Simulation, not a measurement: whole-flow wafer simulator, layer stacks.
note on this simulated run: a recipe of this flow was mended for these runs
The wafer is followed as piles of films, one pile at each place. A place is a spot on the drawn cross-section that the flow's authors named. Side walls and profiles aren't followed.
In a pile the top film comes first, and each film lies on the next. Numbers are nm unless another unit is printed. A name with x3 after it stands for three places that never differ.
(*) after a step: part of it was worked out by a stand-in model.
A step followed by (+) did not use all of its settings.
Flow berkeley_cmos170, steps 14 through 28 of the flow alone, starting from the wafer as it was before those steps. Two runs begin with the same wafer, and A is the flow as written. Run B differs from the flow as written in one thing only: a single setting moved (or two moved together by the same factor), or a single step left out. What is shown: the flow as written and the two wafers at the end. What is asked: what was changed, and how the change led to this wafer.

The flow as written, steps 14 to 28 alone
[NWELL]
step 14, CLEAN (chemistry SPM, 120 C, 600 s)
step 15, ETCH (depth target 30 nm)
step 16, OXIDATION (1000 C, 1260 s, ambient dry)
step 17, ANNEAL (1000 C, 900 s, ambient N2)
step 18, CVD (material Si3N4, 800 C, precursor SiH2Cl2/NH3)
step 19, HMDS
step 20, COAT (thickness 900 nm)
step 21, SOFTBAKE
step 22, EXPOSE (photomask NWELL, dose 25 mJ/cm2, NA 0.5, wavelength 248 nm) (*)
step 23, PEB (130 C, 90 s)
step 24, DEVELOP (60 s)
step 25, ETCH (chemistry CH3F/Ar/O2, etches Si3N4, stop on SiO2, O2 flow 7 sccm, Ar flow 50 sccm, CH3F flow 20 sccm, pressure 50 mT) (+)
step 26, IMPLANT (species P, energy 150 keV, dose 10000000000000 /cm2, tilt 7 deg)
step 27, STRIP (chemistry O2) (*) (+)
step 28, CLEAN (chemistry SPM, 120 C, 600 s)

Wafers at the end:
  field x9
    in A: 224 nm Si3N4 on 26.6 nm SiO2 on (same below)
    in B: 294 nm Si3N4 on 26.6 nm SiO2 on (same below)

The reason: step 18, CVD: 832 C was run, while the flow as written has 800 C.

How this came from the change, step by step:
  step 18, CVD (material Si3N4, 800 C, precursor SiH2Cl2/NH3)
      field x9, mark, sd_p x3: A +224 Si3N4 (new film) | B +294 Si3N4 (new film)
  step 25, ETCH (chemistry CH3F/Ar/O2, etches Si3N4, stop on SiO2, O2 flow 7 sccm, Ar flow 50 sccm, CH3F flow 20 sccm, pressure 50 mT) (+)
      field x9, mark: A -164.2 KrF-resist | B -210.9 KrF-resist
      sd_p x3: A -224 Si3N4 (all of it), -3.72 SiO2 | B -294 Si3N4 (all of it), -3.72 SiO2
  step 27, STRIP (chemistry O2) (*) (+)
      field x9, mark: A -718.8 KrF-resist (all of it) | B -672.2 KrF-resist (all of it)
